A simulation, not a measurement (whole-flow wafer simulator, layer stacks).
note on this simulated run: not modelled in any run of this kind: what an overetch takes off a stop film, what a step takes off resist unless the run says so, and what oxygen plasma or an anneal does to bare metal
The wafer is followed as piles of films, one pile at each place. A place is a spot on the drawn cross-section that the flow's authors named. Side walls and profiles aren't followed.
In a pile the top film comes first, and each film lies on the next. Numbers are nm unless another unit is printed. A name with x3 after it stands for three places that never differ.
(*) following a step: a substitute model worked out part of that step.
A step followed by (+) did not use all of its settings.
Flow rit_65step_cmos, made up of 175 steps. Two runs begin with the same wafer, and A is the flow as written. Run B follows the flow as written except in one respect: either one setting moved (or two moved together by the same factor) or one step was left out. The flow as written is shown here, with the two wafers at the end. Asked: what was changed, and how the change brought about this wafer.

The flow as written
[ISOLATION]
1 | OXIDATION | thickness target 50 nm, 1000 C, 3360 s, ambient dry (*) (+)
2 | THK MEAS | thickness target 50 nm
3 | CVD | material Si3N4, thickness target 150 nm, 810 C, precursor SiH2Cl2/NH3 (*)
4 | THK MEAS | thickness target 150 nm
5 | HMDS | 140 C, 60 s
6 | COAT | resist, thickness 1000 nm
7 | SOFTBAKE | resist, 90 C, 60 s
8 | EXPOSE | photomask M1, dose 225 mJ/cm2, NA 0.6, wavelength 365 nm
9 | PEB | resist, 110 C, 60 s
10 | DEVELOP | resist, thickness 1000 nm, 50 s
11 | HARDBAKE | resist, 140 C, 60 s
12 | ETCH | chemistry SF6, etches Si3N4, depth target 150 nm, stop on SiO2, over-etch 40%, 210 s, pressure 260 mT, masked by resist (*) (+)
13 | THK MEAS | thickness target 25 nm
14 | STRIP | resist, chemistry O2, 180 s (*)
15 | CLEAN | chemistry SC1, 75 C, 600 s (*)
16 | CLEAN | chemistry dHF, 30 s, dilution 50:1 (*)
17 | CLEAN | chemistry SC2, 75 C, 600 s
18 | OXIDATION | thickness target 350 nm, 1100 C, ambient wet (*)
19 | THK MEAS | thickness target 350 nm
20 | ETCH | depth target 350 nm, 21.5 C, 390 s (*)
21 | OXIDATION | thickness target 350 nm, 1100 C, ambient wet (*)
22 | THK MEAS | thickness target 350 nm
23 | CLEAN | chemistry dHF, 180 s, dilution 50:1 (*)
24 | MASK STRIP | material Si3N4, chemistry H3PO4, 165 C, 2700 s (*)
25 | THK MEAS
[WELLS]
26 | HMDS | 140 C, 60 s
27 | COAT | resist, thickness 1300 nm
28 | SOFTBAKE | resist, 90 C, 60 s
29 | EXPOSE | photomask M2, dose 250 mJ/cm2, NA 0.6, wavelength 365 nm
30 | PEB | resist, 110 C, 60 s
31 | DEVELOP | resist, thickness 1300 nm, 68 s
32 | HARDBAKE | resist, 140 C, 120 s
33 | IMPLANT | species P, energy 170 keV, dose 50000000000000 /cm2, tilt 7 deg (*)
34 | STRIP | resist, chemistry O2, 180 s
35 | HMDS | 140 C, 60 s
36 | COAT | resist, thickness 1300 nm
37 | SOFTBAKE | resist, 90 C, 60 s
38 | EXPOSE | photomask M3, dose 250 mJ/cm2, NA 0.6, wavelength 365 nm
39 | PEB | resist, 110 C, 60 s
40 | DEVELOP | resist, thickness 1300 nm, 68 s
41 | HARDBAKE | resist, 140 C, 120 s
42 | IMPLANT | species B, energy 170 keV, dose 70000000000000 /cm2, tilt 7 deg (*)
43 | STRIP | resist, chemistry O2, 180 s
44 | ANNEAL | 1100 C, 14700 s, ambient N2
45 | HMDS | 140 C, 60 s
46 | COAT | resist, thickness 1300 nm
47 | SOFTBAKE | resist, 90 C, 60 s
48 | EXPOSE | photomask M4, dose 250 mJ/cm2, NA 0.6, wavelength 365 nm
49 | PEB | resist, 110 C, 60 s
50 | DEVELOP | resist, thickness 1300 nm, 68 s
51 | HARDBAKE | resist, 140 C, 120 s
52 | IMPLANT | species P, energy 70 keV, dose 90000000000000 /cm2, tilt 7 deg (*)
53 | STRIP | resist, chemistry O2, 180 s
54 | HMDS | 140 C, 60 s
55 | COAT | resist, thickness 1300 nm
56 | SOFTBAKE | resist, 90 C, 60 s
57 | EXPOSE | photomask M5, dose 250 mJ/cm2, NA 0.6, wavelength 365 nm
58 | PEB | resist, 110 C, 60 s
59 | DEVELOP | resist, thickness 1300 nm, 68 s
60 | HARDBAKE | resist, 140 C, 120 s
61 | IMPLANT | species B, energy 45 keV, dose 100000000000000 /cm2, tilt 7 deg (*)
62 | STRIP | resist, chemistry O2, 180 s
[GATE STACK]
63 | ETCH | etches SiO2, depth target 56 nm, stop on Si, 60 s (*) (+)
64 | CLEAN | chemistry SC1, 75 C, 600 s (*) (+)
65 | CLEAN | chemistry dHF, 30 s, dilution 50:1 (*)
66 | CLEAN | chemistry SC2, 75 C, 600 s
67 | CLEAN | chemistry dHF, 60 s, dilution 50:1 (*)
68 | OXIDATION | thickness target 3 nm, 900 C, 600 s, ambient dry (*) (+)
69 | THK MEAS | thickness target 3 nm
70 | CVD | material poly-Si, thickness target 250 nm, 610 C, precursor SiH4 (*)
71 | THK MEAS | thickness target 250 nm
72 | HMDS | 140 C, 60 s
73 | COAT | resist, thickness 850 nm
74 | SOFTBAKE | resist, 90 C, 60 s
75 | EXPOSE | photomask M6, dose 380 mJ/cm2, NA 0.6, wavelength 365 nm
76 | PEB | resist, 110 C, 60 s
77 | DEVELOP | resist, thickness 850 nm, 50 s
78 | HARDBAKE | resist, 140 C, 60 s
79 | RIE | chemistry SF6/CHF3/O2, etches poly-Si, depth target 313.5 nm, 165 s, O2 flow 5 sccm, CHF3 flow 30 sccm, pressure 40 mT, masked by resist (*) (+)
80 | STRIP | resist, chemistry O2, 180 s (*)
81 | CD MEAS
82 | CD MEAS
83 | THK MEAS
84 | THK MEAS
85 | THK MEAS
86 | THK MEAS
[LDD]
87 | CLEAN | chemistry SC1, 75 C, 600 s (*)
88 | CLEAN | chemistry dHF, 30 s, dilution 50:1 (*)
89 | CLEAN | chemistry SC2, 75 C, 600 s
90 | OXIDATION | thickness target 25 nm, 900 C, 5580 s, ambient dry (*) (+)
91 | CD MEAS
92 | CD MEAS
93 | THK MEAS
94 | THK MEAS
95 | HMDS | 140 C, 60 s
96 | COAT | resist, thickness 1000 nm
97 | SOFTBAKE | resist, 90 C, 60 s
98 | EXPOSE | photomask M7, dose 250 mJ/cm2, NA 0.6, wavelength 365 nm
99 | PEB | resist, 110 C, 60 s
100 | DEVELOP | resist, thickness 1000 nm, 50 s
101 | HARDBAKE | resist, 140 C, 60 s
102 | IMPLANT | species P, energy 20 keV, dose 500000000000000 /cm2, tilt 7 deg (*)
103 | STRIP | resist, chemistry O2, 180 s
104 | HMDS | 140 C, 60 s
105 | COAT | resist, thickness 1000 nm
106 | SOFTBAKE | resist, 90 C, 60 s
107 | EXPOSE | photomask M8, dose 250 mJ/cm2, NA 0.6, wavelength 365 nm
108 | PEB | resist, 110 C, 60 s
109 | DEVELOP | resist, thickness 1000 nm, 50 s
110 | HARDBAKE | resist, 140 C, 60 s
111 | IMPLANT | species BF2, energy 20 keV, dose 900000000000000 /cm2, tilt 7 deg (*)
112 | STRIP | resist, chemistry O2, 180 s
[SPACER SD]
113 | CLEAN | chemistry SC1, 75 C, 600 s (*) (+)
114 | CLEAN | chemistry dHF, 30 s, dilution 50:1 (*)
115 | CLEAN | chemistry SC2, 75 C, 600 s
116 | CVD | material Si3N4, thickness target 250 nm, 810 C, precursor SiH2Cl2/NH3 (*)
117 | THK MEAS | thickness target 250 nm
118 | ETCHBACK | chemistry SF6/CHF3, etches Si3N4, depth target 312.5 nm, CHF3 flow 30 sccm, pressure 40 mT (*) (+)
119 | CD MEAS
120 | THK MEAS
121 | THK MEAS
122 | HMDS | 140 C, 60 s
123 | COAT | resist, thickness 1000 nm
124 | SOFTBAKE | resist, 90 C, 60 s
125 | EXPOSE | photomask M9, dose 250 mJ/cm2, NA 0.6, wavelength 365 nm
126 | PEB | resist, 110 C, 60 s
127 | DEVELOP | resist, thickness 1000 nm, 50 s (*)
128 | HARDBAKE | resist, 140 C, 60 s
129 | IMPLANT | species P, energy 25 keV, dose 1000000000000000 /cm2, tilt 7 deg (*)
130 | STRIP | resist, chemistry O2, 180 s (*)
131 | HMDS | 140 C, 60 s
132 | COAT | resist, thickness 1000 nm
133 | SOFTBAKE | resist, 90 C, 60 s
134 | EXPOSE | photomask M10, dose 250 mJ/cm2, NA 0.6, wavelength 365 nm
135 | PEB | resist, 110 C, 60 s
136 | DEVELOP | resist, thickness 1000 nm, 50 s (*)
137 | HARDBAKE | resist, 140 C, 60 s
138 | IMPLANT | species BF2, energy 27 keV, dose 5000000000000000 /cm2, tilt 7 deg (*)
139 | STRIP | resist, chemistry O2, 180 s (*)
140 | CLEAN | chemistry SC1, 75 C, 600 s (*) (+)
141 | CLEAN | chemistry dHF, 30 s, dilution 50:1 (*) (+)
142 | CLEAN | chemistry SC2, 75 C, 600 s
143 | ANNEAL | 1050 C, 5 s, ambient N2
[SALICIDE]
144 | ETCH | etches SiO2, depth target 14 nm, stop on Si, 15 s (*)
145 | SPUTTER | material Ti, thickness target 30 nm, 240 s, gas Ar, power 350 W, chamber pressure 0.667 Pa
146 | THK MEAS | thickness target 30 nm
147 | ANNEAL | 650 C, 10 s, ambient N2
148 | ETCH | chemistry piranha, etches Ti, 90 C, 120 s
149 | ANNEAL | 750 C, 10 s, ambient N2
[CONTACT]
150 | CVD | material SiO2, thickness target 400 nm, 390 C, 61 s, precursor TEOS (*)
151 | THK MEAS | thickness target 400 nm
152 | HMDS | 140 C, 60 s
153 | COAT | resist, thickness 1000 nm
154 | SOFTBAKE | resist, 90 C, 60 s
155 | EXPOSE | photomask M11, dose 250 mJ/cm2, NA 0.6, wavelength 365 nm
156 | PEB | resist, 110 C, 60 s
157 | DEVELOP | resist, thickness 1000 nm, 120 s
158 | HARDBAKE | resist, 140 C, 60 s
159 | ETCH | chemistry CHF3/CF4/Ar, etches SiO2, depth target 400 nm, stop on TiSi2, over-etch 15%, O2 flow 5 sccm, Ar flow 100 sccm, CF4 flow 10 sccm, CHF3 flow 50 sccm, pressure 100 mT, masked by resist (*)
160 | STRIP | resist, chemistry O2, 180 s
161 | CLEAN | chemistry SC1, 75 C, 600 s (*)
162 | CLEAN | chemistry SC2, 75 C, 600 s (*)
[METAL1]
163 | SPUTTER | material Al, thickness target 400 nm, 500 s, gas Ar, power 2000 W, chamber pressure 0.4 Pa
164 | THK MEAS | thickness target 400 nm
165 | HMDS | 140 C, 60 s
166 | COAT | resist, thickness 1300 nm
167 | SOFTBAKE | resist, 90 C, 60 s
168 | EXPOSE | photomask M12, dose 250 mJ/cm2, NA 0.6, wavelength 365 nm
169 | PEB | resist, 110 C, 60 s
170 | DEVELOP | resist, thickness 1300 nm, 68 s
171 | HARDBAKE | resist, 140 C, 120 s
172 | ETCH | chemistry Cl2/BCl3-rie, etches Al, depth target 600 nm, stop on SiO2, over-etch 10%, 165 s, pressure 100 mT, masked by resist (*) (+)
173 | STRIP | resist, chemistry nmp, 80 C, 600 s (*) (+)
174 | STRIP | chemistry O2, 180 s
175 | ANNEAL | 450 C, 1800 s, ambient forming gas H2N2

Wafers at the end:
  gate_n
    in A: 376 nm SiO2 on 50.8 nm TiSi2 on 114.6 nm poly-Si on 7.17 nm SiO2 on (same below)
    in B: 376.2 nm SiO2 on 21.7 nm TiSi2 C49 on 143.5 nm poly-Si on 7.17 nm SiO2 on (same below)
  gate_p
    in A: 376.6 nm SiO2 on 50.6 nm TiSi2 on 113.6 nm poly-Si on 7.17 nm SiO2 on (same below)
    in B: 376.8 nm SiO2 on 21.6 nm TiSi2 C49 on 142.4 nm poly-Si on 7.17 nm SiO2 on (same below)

What caused this: step 145, SPUTTER: thickness target 12 nm was run, whereas the flow has thickness target 30 nm.

Step by step, how the change led to this:
  145 | SPUTTER | material Ti, thickness target 30 nm, 240 s, gas Ar, power 350 W, chamber pressure 0.667 Pa
      field, field_pw, field_nw, field_p, spacer, spacer_p: A +30 Ti (new film) | B +12 Ti (new film)
      gate_n: A +27.3 Ti (new film) | B +11 Ti (new film)
      (and at 1 other place as well)
  147 | ANNEAL | 650 C, 10 s, ambient N2
      gate_n: A -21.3 Ti, +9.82 TiSi first (new film), +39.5 TiSi2 C49 (new film), -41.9 poly-Si | B -8.56 Ti, +21.8 TiSi2 C49 (new film), -19.5 poly-Si
      gate_p: A -21.2 Ti, +9.56 TiSi first (new film), +39.6 TiSi2 C49 (new film), -41.9 poly-Si | B -8.53 Ti, +21.7 TiSi2 C49 (new film), -19.4 poly-Si
  148 | ETCH | chemistry piranha, etches Ti, 90 C, 120 s
      gate_n: A -6 Ti (all of it), -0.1 TiSi first | B -2.42 Ti (all of it), -0.11 TiSi2 C49
      gate_p: A -5.97 Ti (all of it), -0.1 TiSi first | B -2.41 Ti (all of it), -0.11 TiSi2 C49
      (and at 6 other places as well)
  149 | ANNEAL | 750 C, 10 s, ambient N2
      gate_n: A +50.8 TiSi2 (new film), -9.72 TiSi first (all of it), -39.5 TiSi2 C49 (all of it), -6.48 poly-Si | B nothing
      gate_p: A +50.6 TiSi2 (new film), -9.46 TiSi first (all of it), -39.6 TiSi2 C49 (all of it), -6.31 poly-Si | B nothing
